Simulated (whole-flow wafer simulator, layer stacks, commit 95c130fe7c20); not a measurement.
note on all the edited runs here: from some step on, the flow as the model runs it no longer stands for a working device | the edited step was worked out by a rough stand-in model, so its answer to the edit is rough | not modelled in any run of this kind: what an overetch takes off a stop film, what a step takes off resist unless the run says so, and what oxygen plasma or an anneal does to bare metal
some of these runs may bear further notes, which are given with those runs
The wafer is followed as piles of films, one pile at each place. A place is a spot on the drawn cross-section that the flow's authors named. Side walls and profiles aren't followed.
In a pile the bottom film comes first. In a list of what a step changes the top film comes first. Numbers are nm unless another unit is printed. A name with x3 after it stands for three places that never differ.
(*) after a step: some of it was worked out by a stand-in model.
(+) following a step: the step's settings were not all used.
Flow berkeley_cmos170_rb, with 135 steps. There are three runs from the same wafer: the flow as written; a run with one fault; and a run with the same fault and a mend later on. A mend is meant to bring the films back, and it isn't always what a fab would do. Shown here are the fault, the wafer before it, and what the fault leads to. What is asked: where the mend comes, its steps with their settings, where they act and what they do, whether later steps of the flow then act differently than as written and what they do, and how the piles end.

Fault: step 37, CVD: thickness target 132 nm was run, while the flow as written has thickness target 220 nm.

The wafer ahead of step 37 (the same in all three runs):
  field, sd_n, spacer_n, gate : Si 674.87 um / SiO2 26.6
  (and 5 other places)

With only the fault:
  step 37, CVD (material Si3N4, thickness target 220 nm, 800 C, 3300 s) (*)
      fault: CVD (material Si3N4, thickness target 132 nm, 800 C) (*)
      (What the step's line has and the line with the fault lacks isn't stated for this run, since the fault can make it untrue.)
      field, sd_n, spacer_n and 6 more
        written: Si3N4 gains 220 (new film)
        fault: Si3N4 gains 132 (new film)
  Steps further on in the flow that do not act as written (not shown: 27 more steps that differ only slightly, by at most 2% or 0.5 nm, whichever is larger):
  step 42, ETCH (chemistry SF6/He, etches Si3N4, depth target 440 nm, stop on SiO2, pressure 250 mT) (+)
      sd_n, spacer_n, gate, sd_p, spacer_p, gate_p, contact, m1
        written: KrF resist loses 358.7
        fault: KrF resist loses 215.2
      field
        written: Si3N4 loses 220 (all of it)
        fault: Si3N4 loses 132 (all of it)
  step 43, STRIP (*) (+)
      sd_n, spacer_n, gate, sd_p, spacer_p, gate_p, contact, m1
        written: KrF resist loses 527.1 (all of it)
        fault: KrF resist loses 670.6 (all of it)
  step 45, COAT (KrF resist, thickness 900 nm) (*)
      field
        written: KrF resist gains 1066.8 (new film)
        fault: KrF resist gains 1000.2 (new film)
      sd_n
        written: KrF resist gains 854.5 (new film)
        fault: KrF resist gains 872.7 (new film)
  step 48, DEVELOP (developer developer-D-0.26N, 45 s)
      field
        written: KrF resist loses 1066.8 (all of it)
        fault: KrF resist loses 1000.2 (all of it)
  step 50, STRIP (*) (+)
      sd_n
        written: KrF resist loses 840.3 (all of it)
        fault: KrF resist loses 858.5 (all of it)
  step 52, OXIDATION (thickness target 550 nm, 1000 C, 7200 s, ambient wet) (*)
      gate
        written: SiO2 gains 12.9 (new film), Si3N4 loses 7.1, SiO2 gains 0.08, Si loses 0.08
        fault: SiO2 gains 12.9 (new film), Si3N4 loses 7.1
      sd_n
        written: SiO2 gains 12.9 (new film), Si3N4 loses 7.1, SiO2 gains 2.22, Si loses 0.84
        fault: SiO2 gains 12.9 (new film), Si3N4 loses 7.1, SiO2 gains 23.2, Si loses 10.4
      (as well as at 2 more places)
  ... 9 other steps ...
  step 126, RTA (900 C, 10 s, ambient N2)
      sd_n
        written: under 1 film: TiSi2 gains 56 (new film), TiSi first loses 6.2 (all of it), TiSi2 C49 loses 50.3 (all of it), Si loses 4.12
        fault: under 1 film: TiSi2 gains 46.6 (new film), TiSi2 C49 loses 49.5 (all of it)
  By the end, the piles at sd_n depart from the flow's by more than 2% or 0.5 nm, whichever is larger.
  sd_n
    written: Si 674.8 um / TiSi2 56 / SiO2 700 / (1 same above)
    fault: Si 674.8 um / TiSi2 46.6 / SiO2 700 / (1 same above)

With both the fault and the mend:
  The mend follows step 37.
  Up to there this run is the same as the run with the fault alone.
  step 37a, CVD (material Si3N4, thickness target 88 nm, 800 C) (*) (a further turn of the flow's step 37, with different settings)
      field, sd_n, spacer_n and 6 more
        Si3N4 gains 88
  None of the later steps of the flow acts differently than as written at any place that is followed.
  By the end, the piles equal the flow's at every place that both follow.
